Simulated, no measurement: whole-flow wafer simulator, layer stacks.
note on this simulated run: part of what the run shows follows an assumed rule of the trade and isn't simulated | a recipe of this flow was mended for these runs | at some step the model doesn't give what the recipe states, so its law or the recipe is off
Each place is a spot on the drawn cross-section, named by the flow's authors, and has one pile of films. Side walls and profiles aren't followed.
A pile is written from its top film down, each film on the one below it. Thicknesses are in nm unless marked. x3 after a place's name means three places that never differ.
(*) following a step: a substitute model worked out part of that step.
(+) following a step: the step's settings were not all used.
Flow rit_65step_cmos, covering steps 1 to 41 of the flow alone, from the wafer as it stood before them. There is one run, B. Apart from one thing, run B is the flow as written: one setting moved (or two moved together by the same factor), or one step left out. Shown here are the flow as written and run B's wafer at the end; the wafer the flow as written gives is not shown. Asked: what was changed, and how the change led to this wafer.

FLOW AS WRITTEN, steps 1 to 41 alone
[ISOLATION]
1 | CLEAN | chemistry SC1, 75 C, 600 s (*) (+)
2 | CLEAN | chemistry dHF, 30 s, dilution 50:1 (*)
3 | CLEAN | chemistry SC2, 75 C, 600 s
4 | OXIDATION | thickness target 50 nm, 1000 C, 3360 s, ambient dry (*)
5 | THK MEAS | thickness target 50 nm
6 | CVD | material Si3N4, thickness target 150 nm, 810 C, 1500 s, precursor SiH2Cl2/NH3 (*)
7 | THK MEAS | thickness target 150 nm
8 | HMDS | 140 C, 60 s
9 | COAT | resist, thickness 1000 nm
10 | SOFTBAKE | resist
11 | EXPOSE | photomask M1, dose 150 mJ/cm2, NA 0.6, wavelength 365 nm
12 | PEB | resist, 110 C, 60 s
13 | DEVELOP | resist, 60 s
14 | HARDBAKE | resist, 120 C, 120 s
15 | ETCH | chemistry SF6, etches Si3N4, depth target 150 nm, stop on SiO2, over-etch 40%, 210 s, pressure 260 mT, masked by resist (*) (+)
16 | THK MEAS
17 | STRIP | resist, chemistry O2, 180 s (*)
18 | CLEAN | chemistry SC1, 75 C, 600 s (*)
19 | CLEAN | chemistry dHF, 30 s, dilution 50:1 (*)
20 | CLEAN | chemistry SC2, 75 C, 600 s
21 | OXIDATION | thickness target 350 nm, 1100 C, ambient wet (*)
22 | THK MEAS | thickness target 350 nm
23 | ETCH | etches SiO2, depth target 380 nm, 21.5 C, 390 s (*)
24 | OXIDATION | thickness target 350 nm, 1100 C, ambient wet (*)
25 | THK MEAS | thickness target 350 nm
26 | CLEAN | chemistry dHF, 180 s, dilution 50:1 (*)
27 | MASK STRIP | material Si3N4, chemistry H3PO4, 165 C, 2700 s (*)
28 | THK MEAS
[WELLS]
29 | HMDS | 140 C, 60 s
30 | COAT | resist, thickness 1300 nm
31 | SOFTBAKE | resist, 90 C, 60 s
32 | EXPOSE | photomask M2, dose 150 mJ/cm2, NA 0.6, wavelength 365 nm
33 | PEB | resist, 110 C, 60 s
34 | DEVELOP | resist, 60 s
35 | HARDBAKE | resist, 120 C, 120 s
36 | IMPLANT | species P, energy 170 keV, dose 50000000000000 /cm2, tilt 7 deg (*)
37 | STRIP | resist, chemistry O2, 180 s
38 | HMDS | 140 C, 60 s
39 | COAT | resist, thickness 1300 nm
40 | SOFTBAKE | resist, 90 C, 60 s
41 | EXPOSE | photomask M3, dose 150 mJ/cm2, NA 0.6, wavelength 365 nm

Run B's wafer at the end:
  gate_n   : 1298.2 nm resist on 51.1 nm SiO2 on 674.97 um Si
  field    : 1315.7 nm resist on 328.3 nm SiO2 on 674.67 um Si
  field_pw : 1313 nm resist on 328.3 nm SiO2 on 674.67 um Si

What caused this: step 27, MASK STRIP: 1274 s was run, though the flow has 2700 s.

How this came from the change, step by step:
  27 | MASK STRIP | material Si3N4, chemistry H3PO4, 165 C, 2700 s (*)
      active_n, active_p, gate_n and 7 more: Si3N4 loses 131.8 (all of it) (it would be, as written: Si3N4 loses 131.8 (all of it), SiO2 loses 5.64)
      field, field_pw, field_nw, field_p: SiO2 loses 5.04 (it would be, as written: SiO2 loses 10.7)
